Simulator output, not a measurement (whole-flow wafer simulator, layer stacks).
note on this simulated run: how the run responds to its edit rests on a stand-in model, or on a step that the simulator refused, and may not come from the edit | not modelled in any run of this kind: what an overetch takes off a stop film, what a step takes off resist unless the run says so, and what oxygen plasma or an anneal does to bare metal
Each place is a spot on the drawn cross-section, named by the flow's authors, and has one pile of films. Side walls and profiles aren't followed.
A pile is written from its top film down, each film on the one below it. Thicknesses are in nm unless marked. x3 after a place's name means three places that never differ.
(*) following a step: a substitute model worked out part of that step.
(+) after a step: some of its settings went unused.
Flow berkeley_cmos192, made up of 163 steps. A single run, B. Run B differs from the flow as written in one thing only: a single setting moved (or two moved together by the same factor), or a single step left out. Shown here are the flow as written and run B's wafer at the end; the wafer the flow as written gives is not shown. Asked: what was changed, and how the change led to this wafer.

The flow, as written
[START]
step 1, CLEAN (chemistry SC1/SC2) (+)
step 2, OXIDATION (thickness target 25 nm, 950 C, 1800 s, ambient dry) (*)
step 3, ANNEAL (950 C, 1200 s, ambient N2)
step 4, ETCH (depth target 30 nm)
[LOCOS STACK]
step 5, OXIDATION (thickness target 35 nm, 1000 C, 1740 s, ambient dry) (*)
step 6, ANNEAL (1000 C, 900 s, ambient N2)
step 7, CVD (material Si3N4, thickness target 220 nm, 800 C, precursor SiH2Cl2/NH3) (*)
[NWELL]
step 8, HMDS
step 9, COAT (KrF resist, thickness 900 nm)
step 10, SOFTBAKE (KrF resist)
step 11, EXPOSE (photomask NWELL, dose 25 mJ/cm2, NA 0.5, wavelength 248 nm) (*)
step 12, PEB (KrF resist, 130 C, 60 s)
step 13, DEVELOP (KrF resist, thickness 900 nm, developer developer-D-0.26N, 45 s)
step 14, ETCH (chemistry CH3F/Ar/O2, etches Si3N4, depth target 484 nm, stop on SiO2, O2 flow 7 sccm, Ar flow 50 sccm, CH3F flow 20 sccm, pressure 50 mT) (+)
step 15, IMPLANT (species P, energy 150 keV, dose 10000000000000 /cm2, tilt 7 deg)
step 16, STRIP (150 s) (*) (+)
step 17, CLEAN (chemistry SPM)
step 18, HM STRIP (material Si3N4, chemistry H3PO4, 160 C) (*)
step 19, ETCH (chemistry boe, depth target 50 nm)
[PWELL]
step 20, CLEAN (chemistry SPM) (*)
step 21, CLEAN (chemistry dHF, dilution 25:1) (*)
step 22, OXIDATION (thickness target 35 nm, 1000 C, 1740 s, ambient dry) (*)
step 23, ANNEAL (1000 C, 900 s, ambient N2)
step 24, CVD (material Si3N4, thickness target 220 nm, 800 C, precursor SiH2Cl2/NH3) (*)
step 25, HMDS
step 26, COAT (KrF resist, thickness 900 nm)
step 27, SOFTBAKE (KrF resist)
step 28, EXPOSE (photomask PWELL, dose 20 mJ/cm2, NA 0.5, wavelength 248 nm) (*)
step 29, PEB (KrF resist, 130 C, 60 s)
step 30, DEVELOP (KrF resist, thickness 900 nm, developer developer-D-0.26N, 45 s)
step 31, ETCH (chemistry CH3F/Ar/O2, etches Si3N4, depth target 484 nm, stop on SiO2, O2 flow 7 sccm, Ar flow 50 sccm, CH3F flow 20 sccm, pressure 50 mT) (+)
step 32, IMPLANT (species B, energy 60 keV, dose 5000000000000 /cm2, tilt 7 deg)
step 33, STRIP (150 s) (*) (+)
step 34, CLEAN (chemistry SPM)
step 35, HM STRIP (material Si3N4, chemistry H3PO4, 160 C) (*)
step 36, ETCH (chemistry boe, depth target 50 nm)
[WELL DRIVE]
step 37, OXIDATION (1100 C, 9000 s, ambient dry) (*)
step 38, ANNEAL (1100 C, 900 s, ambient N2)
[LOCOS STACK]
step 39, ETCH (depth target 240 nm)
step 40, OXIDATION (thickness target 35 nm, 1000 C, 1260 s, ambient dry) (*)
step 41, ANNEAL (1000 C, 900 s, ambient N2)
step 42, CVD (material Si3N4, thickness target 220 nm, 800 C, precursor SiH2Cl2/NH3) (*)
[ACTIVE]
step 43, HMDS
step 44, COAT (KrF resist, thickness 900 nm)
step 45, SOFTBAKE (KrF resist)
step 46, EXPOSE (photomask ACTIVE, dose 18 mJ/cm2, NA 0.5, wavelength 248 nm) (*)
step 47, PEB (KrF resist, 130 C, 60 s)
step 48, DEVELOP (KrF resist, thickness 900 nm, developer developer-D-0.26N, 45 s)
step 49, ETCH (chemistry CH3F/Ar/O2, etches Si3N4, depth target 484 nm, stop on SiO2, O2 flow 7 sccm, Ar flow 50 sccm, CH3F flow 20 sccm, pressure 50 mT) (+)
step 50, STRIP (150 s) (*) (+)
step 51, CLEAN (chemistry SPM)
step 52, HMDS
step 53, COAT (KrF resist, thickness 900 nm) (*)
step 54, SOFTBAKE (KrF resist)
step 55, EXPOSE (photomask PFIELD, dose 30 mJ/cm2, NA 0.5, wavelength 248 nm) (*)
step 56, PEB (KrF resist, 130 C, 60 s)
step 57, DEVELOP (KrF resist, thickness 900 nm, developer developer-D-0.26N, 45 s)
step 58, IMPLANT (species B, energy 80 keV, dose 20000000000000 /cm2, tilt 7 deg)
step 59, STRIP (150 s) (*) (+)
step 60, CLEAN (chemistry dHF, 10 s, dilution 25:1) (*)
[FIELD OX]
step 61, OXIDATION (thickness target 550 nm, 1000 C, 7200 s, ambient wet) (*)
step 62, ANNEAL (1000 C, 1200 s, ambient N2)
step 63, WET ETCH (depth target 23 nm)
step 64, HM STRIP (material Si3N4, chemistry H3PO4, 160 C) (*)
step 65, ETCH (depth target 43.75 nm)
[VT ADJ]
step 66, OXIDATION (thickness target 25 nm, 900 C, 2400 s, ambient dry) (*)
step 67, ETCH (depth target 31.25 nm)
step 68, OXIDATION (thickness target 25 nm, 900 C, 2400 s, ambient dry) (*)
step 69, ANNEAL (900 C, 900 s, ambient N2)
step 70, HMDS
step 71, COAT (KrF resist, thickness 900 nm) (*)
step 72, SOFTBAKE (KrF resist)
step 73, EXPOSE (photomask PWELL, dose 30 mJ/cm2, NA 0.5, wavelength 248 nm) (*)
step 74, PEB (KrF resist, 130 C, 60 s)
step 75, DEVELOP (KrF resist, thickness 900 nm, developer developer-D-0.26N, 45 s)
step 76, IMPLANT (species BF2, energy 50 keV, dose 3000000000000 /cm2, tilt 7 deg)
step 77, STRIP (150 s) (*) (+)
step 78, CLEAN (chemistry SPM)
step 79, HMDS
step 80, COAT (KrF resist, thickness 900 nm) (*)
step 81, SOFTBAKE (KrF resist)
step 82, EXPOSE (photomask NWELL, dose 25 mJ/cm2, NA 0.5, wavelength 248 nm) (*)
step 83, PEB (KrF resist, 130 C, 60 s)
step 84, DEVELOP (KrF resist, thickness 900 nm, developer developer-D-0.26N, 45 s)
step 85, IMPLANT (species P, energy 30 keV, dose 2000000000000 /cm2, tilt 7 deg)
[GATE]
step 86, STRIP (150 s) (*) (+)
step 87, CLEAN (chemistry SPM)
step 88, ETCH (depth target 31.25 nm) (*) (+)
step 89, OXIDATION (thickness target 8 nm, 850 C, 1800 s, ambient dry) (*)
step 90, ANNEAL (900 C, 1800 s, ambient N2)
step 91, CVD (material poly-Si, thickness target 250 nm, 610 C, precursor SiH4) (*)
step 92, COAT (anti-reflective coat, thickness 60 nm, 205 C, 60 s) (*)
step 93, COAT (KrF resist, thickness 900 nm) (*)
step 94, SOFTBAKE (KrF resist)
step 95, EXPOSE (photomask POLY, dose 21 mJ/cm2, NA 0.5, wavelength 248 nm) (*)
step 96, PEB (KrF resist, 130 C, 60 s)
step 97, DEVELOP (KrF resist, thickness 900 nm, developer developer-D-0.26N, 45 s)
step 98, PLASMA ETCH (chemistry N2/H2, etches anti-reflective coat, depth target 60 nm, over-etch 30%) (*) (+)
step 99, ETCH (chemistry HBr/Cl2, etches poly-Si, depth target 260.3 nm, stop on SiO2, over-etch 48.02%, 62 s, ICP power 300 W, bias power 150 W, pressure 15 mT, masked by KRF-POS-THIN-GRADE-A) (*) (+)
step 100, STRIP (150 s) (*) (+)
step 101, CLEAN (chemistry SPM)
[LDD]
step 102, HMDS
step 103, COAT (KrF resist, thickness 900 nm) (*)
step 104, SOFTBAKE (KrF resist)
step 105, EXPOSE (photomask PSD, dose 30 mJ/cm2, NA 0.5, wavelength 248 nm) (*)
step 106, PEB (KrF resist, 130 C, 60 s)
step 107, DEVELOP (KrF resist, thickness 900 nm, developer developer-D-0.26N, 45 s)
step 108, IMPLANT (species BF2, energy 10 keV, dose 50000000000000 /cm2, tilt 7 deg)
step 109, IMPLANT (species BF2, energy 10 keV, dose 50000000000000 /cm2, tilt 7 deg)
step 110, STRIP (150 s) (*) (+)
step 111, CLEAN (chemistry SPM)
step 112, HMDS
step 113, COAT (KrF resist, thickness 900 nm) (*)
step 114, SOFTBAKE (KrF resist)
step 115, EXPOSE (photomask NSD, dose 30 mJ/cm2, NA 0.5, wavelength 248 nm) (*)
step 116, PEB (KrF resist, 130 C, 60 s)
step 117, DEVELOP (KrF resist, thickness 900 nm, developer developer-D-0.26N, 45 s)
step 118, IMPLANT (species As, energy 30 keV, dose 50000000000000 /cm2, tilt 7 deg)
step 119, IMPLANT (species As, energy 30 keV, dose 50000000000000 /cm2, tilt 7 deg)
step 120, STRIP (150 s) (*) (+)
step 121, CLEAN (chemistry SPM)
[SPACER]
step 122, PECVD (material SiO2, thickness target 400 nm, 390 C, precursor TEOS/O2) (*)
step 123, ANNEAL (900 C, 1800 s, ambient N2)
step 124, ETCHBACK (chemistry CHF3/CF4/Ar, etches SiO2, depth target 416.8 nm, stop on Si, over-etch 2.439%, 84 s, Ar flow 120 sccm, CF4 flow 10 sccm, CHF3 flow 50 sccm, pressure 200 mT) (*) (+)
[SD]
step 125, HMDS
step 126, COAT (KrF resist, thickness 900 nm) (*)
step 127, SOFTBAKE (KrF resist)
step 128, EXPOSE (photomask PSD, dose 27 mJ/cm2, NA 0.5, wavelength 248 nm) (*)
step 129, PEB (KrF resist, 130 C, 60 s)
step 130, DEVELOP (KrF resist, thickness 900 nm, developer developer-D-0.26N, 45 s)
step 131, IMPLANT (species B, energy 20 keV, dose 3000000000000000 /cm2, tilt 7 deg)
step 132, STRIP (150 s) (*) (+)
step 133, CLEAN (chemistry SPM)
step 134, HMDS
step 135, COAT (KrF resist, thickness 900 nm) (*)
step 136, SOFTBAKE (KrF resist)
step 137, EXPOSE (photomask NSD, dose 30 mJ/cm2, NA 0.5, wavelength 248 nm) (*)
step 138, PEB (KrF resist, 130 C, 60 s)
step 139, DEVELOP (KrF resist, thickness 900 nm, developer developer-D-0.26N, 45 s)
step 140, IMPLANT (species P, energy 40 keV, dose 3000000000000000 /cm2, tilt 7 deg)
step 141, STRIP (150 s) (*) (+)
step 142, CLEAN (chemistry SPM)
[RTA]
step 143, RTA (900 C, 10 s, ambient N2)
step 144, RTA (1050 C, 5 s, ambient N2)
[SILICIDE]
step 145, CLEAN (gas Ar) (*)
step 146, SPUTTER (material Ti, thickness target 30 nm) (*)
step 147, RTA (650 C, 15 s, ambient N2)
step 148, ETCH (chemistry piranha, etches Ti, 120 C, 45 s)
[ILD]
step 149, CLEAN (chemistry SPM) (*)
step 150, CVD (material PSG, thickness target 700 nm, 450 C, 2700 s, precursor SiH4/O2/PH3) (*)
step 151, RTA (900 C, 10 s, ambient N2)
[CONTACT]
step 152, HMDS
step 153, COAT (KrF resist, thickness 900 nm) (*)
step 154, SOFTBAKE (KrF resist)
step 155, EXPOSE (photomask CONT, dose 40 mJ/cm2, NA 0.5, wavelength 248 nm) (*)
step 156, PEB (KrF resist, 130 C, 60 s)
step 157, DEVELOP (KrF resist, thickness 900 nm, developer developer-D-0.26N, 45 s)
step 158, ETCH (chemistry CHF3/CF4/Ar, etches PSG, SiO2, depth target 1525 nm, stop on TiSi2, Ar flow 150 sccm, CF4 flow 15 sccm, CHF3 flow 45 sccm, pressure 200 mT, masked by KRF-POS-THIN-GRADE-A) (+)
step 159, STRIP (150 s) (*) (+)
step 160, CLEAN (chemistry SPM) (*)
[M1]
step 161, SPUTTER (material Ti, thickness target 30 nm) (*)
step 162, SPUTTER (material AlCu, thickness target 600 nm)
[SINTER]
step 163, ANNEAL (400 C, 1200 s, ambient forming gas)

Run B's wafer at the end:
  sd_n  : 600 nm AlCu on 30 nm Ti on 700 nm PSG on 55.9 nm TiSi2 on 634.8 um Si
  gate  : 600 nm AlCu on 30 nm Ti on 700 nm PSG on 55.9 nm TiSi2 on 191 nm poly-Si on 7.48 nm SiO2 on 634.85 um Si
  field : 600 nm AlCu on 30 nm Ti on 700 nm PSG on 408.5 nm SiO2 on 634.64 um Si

Cause: step 39, ETCH: depth target 147 nm was run, while the flow as written has depth target 240 nm.

How this came from the change, step by step:
  step 39, ETCH (depth target 240 nm)
      field, sd_n, spacer_n and 6 more: -147 SiO2 (it would be, as written: -197.6 SiO2 (all of it))
  step 40, OXIDATION (thickness target 35 nm, 1000 C, 1260 s, ambient dry) (*)
      field, sd_n, spacer_n and 6 more: +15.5 SiO2, -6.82 Si (it would be, as written: +26.6 SiO2 (new film), -11.7 Si)
  step 61, OXIDATION (thickness target 550 nm, 1000 C, 7200 s, ambient wet) (*)
      gate: +12.1 SiO2 (new film), -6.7 Si3N4 (it would be, as written: +12.1 SiO2 (new film), -6.7 Si3N4, +0.05 SiO2, -0.05 Si)
      field: +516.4 SiO2, -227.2 Si (it would be, as written: +542.3 SiO2, -238.6 Si)
      (as well as at 2 more places)
  step 65, ETCH (depth target 43.75 nm)
      sd_n, spacer_n, gate, sd_p, spacer_p, gate_p, contact, m1: -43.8 SiO2 (it would be, as written: -24.6 SiO2 (all of it))
  step 66, OXIDATION (thickness target 25 nm, 900 C, 2400 s, ambient dry) (*)
      spacer_n, gate, spacer_p, gate_p, contact, m1: +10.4 SiO2, -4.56 Si (it would be, as written: +14.9 SiO2 (new film), -6.57 Si)
      sd_n: +9.79 SiO2, -4.31 Si (it would be, as written: +14.9 SiO2 (new film), -6.57 Si)
      (as well as at 1 more place)
  step 67, ETCH (depth target 31.25 nm)
      sd_n: -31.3 SiO2 (it would be, as written: -14.9 SiO2 (all of it))
      sd_p: -31.2 SiO2 (it would be, as written: -14.9 SiO2 (all of it))
      (as well as at 6 more places)
  step 68, OXIDATION (thickness target 25 nm, 900 C, 2400 s, ambient dry) (*)
      sd_n: +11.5 SiO2, -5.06 Si (it would be, as written: +14.9 SiO2 (new film), -6.57 Si)
      sd_p: +11.4 SiO2, -5.03 Si (it would be, as written: +14.9 SiO2 (new film), -6.57 Si)
  step 88, ETCH (depth target 31.25 nm) (*) (+)
      sd_n: -16.2 SiO2 (all of it) (it would be, as written: -14.9 SiO2 (all of it))
      sd_p: -16.3 SiO2 (all of it) (it would be, as written: -14.9 SiO2 (all of it))
  step 92, COAT (anti-reflective coat, thickness 60 nm, 205 C, 60 s) (*)
      sd_n: +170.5 anti-reflective coat (new film) (it would be, as written: +152.4 anti-reflective coat (new film))
      spacer_n: +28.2 anti-reflective coat (new film) (it would be, as written: +33.8 anti-reflective coat (new film))
      (as well as at 6 more places)
  step 98, PLASMA ETCH (chemistry N2/H2, etches anti-reflective coat, depth target 60 nm, over-etch 30%) (*) (+)
      field: -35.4 anti-reflective coat (all of it), -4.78 poly-Si (it would be, as written: -35.3 anti-reflective coat (all of it), -4.18 poly-Si)
      sd_n: -170.5 anti-reflective coat (all of it), -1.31 poly-Si (it would be, as written: -152.4 anti-reflective coat (all of it), -1.17 poly-Si)
      (as well as at 5 more places)
  step 100, STRIP (150 s) (*) (+)
      gate: +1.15 chemical SiO2 (new film), -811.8 KrF resist (all of it), -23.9 anti-reflective coat (all of it), -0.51 poly-Si (it would be, as written: +1.15 chemical SiO2 (new film), -791.8 KrF resist (all of it), -30 anti-reflective coat (all of it), -0.51 poly-Si)
      gate_p: +1.15 chemical SiO2 (new film), -777.7 KrF resist (all of it), -26.9 anti-reflective coat (all of it), -0.51 poly-Si (it would be, as written: +1.15 chemical SiO2 (new film), -765.1 KrF resist (all of it), -31 anti-reflective coat (all of it), -0.51 poly-Si)
  step 147, RTA (650 C, 15 s, ambient N2)
      sd_p: -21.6 Ti, +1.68 TiSi first (new film), +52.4 TiSi2 C49 (new film), -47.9 Si (it would be, as written: -21.9 Ti, +2.35 TiSi first (new film), +52.1 TiSi2 C49 (new film), -48.1 Si)
  step 151, RTA (900 C, 10 s, ambient N2)
      sd_p: under 1 film: +51.6 TiSi2 (new film), -1.58 TiSi first (all of it), -52.4 TiSi2 C49 (all of it), -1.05 Si (it would be, as written: under 1 film: +52.2 TiSi2 (new film), -2.25 TiSi first (all of it), -52.1 TiSi2 C49 (all of it), -1.5 Si)
  step 162, SPUTTER (material AlCu, thickness target 600 nm)
      sd_p: +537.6 AlCu (new film) (it would be, as written: +551.2 AlCu (new film))
